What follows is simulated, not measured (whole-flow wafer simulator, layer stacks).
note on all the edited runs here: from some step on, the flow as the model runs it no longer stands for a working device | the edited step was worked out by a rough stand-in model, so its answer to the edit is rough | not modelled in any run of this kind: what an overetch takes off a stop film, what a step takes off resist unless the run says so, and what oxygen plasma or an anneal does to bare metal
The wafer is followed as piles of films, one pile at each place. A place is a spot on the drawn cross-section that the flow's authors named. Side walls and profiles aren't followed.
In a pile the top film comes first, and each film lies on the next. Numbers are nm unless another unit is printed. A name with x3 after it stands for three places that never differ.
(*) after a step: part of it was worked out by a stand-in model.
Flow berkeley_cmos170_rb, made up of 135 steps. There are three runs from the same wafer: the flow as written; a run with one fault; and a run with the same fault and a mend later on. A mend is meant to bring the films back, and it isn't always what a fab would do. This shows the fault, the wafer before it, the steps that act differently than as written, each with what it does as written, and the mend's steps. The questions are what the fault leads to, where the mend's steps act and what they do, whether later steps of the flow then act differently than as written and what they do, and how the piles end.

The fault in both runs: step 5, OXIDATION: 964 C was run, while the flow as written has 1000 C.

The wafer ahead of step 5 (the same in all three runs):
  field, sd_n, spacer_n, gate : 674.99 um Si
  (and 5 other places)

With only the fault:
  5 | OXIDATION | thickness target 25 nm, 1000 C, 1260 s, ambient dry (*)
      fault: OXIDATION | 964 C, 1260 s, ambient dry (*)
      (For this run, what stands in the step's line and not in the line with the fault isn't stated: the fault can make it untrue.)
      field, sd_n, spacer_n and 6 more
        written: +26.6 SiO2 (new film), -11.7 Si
        fault: +19 SiO2 (new film), -8.38 Si
  Later steps of the flow acting differently than as written:
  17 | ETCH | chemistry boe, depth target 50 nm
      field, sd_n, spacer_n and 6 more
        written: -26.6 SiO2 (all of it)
        fault: -19 SiO2 (all of it)
  The piles end only slightly different from the flow's at the places that both follow, by no more than 2% or 0.5 nm, whichever is larger.

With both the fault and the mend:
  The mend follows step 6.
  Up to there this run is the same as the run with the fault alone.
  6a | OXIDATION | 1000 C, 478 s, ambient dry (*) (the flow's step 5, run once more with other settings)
      field, sd_n, spacer_n and 6 more
        +7.5 SiO2, -3.3 Si
  Every later step of the flow that is run acts as written, at every place that is followed, to within 2% or 0.5 nm, whichever is larger.
  By the end, the piles equal the flow's at every place that both follow.
